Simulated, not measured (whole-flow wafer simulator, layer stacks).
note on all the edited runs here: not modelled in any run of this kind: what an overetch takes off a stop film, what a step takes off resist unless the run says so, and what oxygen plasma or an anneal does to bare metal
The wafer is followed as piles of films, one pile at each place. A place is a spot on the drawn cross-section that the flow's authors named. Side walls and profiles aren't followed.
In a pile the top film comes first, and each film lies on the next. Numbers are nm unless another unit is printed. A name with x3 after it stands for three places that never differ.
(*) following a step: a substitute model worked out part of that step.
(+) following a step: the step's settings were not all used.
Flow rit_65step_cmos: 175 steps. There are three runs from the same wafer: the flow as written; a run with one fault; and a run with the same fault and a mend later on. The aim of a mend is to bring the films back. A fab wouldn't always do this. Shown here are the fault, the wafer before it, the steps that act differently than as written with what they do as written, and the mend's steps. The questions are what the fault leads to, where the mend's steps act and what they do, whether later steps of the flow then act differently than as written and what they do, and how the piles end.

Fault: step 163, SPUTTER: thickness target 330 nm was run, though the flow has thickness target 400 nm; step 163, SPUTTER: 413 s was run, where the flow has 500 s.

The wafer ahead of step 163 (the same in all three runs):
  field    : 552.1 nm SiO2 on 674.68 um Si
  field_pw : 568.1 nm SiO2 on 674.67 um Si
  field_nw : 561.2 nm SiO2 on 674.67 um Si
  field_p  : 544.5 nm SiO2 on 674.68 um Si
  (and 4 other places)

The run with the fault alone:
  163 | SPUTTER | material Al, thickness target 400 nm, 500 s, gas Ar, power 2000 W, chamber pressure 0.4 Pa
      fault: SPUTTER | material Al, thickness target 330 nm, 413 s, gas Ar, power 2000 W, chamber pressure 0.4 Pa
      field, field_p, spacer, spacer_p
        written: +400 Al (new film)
        fault: +330 Al (new film)
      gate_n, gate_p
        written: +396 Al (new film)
        fault: +330 Al (new film)
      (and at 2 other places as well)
  Steps later in the flow that act otherwise than as written (3 other steps are not shown; they differ only slightly, by no more than 2% or 0.5 nm, whichever is larger):
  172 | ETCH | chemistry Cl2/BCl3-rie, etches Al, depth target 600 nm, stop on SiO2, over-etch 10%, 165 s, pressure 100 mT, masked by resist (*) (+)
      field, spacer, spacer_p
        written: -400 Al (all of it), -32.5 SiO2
        fault: -330 Al (all of it), -41.2 SiO2
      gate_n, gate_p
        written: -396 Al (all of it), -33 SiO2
        fault: -330 Al (all of it), -41.2 SiO2
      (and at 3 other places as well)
  By the end, the piles at gate_n, gate_p, spacer, spacer_p depart from the flow's by more than 2% or 0.5 nm, whichever is larger.
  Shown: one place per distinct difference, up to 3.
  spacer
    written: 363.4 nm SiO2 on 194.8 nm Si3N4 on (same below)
    fault: 354.7 nm SiO2 on 194.8 nm Si3N4 on (same below)
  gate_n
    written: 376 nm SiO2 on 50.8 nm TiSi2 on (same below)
    fault: 367.7 nm SiO2 on 50.8 nm TiSi2 on (same below)
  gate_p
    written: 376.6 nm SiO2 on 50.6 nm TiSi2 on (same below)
    fault: 368.4 nm SiO2 on 50.6 nm TiSi2 on (same below)

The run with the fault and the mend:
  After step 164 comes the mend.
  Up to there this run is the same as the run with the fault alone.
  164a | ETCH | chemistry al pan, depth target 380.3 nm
      field, field_p, gate_n, gate_p, spacer, spacer_p
        -330 Al (all of it)
      field_pw
        -329.1 Al (all of it)
      field_nw
        -329.7 Al (all of it)
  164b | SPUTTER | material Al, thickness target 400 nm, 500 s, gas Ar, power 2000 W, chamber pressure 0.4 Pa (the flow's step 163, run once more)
      field, field_pw, field_p, spacer, spacer_p
        +400 Al (new film)
      gate_n, gate_p
        +396 Al (new film)
      field_nw
        +397.2 Al (new film)
  Every later step of the flow that is run acts as written at every place that is followed.
  At every place that both follow, the piles at the end match the flow's.
